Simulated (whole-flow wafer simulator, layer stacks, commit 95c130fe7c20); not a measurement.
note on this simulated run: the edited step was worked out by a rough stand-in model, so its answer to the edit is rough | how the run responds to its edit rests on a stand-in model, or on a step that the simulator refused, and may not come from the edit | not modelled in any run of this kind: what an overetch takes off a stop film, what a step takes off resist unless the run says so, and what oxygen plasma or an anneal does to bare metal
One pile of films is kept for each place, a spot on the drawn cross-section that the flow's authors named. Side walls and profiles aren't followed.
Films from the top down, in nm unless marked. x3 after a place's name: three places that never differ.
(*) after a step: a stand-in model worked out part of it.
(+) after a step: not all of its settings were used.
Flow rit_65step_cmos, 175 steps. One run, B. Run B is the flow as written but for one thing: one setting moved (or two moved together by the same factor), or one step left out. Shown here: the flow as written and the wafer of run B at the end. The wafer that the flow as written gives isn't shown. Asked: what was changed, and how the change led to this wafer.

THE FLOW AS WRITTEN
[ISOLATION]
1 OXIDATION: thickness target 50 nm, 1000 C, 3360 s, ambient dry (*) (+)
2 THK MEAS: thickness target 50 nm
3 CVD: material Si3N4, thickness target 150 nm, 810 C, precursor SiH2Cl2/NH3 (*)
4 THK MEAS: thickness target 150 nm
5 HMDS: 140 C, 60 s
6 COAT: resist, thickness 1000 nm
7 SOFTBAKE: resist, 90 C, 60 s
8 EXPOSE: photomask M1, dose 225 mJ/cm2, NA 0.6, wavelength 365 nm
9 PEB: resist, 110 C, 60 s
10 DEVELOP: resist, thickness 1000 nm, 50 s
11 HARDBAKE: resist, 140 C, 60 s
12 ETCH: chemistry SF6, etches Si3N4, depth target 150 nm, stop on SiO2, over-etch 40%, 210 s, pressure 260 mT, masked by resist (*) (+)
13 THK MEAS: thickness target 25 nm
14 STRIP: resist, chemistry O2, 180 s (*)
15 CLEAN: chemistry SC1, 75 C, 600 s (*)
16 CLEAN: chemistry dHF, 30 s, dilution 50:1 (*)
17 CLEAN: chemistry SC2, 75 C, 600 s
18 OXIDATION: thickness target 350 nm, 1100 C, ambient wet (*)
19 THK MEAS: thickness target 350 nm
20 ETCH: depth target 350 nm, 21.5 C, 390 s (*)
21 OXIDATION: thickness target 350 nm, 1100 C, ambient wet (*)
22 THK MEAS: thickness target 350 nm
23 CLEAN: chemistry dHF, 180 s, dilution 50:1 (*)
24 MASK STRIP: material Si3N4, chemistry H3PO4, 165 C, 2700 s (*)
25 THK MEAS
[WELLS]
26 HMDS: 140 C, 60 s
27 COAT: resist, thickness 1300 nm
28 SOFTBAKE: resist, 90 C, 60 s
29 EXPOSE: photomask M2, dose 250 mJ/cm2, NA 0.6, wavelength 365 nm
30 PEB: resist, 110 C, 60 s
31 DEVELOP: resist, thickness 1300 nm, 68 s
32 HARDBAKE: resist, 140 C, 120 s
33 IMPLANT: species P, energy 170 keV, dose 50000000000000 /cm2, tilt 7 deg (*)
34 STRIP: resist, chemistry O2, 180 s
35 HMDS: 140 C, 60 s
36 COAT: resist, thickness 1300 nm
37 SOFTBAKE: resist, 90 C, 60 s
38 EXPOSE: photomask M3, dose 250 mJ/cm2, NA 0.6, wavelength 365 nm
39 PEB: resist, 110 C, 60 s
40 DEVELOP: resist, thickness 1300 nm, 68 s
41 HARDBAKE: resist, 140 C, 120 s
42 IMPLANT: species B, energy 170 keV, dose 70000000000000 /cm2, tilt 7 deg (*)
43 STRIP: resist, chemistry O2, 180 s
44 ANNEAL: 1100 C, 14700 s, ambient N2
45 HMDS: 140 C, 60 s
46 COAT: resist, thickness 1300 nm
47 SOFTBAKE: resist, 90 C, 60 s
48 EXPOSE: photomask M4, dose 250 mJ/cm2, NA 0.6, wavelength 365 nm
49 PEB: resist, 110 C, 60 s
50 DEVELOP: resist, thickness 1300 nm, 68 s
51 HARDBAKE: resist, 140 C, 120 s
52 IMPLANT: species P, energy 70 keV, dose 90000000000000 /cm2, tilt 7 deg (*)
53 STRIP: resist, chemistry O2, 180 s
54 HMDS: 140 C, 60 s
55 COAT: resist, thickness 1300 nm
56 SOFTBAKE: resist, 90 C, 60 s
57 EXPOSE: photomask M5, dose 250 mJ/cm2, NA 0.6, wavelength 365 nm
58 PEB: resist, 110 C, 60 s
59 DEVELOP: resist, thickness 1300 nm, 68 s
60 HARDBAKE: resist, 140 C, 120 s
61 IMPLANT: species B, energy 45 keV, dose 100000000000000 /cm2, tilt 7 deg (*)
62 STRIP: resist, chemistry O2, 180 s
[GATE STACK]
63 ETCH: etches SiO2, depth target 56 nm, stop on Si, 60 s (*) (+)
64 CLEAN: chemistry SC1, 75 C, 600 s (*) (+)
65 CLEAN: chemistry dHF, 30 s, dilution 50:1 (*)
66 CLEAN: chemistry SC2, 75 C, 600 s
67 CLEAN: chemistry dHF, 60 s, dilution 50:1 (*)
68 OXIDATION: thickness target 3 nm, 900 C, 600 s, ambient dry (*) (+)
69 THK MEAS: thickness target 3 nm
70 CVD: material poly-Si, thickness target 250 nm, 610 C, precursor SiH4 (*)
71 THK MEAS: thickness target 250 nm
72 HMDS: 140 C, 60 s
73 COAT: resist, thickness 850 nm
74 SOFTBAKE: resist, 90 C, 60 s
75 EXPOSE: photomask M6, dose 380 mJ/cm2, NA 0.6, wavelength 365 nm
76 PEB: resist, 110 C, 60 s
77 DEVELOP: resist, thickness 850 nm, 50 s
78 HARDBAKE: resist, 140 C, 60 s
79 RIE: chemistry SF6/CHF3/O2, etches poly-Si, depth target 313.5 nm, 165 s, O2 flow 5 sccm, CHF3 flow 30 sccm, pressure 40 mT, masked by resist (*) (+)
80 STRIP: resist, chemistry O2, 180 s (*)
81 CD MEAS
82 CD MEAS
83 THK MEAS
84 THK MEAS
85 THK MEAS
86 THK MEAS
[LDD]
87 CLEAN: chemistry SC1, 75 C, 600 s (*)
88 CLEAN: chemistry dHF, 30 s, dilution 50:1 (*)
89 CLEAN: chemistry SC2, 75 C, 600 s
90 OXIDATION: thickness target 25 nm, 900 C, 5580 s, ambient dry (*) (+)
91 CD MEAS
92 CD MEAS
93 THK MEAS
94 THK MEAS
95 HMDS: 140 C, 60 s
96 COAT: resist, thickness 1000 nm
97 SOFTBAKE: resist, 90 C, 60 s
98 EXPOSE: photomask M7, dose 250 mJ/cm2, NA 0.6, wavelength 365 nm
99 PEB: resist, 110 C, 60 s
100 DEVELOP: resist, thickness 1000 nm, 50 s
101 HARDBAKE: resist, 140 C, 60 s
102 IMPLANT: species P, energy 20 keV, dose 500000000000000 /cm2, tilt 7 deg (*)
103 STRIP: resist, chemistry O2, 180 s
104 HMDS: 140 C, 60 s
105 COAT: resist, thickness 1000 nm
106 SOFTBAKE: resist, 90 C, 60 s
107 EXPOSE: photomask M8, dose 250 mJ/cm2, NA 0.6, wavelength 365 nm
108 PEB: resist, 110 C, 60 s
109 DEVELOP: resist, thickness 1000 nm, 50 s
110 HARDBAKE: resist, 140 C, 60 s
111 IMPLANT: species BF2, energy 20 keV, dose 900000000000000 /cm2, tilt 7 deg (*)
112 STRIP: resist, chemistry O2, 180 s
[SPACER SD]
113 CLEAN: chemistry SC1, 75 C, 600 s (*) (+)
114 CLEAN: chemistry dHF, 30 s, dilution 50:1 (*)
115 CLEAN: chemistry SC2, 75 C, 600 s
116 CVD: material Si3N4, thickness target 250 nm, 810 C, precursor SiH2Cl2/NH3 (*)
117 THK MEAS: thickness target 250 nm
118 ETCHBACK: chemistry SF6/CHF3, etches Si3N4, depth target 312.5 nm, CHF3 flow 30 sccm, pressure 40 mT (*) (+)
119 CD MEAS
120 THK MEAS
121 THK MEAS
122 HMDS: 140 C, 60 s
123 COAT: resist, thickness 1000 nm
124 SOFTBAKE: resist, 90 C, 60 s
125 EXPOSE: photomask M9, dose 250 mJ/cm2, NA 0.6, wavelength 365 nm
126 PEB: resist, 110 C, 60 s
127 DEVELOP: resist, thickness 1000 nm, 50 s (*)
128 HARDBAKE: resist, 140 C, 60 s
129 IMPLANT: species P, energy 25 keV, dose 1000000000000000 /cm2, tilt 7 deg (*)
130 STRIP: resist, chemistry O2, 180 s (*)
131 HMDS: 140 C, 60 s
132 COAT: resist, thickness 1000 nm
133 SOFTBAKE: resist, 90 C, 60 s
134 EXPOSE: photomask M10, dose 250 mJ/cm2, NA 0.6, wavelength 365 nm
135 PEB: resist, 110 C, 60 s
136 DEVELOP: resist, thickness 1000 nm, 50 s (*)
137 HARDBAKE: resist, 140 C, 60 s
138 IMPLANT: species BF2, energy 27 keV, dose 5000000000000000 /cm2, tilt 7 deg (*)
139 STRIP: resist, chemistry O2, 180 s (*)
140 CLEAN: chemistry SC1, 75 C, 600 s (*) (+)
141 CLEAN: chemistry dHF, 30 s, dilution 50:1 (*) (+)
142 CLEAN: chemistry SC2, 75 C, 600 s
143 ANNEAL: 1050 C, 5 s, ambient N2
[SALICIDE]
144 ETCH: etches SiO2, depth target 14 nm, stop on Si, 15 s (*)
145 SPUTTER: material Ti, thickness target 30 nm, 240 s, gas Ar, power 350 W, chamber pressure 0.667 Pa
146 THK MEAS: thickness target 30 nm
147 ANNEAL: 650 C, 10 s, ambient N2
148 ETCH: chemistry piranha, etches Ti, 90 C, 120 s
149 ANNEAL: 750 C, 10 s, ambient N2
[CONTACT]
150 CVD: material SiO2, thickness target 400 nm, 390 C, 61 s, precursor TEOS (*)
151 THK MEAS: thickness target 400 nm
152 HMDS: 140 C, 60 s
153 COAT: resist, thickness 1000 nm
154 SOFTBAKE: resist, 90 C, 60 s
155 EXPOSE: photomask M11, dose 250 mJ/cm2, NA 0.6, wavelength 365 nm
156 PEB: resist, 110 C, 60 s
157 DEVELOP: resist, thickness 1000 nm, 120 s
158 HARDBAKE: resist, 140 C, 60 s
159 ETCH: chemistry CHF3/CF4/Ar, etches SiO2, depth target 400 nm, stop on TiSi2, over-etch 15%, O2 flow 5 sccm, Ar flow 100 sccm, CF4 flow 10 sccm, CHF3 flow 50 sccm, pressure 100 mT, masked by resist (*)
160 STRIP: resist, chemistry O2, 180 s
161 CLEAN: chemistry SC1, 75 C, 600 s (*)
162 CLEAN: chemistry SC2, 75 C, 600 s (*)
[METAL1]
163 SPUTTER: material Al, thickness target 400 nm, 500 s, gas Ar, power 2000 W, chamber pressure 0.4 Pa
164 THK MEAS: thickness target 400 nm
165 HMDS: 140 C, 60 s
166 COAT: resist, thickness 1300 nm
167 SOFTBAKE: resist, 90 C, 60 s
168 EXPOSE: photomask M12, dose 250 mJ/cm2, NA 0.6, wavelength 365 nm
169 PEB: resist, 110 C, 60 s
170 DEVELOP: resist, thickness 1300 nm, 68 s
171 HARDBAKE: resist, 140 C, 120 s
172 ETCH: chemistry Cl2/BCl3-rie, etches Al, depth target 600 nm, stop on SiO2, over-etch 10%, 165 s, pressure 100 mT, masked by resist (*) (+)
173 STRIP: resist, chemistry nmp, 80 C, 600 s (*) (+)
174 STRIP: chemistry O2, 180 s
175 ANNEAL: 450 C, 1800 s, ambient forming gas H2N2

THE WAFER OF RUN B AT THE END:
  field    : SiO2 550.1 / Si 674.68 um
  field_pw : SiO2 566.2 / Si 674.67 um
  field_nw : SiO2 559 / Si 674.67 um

The cause: step 63, ETCH: 27 s was run, where the flow has 60 s.

How the change led to this, step by step:
  63 ETCH: etches SiO2, depth target 56 nm, stop on Si, 60 s (*) (+)
      active_n, active_p, gate_n and 7 more: SiO2 -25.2 (as written it would be: SiO2 -45.4 (all of it), Si -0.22)
      field, field_pw, field_nw, field_p: SiO2 -25.2 (as written it would be: SiO2 -56)
  64 CLEAN: chemistry SC1, 75 C, 600 s (*) (+)
      active_n, active_p, gate_n and 7 more: SiO2 -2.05 (as written it would be: chemical SiO2 +0.6 (new film), Si -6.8)
  65 CLEAN: chemistry dHF, 30 s, dilution 50:1 (*)
      active_n, gate_n, spacer, sd_n, contact, m1: SiO2 -3.23 (as written it would be: chemical SiO2 -0.6 (all of it))
      active_p, gate_p, spacer_p, sd_p: SiO2 -5.61 (as written it would be: chemical SiO2 -0.6 (all of it))
  67 CLEAN: chemistry dHF, 60 s, dilution 50:1 (*)
      active_n, gate_n, spacer, sd_n, contact, m1: SiO2 -6.49 (as written it would be: chemical SiO2 -0.4 (all of it))
      active_p, gate_p, spacer_p, sd_p: SiO2 -11.4 (as written it would be: chemical SiO2 -0.4 (all of it))
  68 OXIDATION: thickness target 3 nm, 900 C, 600 s, ambient dry (*) (+)
      active_n, gate_n, spacer, sd_n, contact, m1: SiO2 +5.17, Si -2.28 (as written it would be: SiO2 +7.17 (new film), Si -3.16)
      gate_p, spacer_p, sd_p: SiO2 +6, Si -2.64 (as written it would be: SiO2 +7.17 (new film), Si -3.16)
      (and at 1 more place)
  79 RIE: chemistry SF6/CHF3/O2, etches poly-Si, depth target 313.5 nm, 165 s, O2 flow 5 sccm, CHF3 flow 30 sccm, pressure 40 mT, masked by resist (*) (+)
      active_n, spacer, sd_n, contact, m1: poly-Si -250 (all of it), SiO2 -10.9 (as written it would be: poly-Si -250 (all of it), SiO2 -7.17 (all of it))
  80 STRIP: resist, chemistry O2, 180 s (*)
      active_n, spacer, sd_n, contact, m1: nothing (as written it would be: chemical SiO2 +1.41 (new film), Si -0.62)
  87 CLEAN: chemistry SC1, 75 C, 600 s (*)
      active_n, spacer, sd_n, contact, m1: SiO2 -2.05 (as written it would be: chemical SiO2 -0.81, Si -3.7)
  88 CLEAN: chemistry dHF, 30 s, dilution 50:1 (*)
      spacer, sd_n, contact, m1: SiO2 -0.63 (all of it) (as written it would be: chemical SiO2 -0.6 (all of it))
      active_n: SiO2 -0.6 (all of it) (as written it would be: chemical SiO2 -0.6 (all of it))
  90 OXIDATION: thickness target 25 nm, 900 C, 5580 s, ambient dry (*) (+)
      field, field_pw: SiO2 +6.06, Si -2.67 (as written it would be: SiO2 +6.57, Si -2.89)
      field_nw, field_p: SiO2 +6.17, Si -2.72 (as written it would be: SiO2 +6.7, Si -2.95)
  118 ETCHBACK: chemistry SF6/CHF3, etches Si3N4, depth target 312.5 nm, CHF3 flow 30 sccm, pressure 40 mT (*) (+)
      spacer: Si3N4 -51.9 (as written it would be: Si3N4 -54)
